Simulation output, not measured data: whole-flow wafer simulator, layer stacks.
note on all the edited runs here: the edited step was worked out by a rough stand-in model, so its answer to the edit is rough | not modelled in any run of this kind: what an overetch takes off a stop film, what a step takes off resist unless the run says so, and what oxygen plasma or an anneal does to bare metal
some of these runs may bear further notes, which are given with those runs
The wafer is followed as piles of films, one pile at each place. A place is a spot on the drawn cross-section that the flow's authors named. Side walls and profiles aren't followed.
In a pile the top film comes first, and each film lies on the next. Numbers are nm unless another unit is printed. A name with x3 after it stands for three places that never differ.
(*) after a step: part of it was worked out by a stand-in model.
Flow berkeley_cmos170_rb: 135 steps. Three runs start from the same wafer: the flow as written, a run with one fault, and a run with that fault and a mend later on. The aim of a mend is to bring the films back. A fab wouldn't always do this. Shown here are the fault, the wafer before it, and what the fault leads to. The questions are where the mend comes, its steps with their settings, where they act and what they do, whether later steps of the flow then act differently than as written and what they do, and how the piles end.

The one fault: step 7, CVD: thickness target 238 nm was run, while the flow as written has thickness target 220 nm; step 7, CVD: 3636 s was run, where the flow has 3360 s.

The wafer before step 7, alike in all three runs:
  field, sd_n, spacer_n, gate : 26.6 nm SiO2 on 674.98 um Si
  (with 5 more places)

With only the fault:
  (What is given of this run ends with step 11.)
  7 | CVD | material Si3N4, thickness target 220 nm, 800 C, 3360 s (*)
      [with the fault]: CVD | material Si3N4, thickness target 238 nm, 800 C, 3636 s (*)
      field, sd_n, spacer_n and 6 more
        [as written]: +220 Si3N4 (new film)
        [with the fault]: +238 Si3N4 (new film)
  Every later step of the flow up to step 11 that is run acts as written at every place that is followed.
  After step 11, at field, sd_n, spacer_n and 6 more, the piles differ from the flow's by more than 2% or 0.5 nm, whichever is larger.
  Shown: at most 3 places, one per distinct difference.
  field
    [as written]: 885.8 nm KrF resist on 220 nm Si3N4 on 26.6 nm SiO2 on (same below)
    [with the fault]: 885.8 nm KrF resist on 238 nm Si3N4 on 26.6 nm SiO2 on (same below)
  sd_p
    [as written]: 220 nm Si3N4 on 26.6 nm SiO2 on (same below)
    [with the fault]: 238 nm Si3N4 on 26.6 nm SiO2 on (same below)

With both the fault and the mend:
  The mend follows step 7.
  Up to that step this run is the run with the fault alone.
  7a | ETCH | chemistry h3po4, depth target 274 nm
      field, sd_n, spacer_n and 6 more
        -238 Si3N4 (all of it)
  7b | CLEAN (*) (a further turn of the flow's step 1)
      alters no film at any place that is followed
  7c | CVD | material Si3N4, thickness target 220 nm, 800 C, 3360 s (*) (a further turn of the flow's step 7)
      field, sd_n, spacer_n and 6 more
        +220 Si3N4 (new film)
  Every later step of the flow that is run acts as written at every place that is followed.
  At every place that both follow, the piles at the end match the flow's.
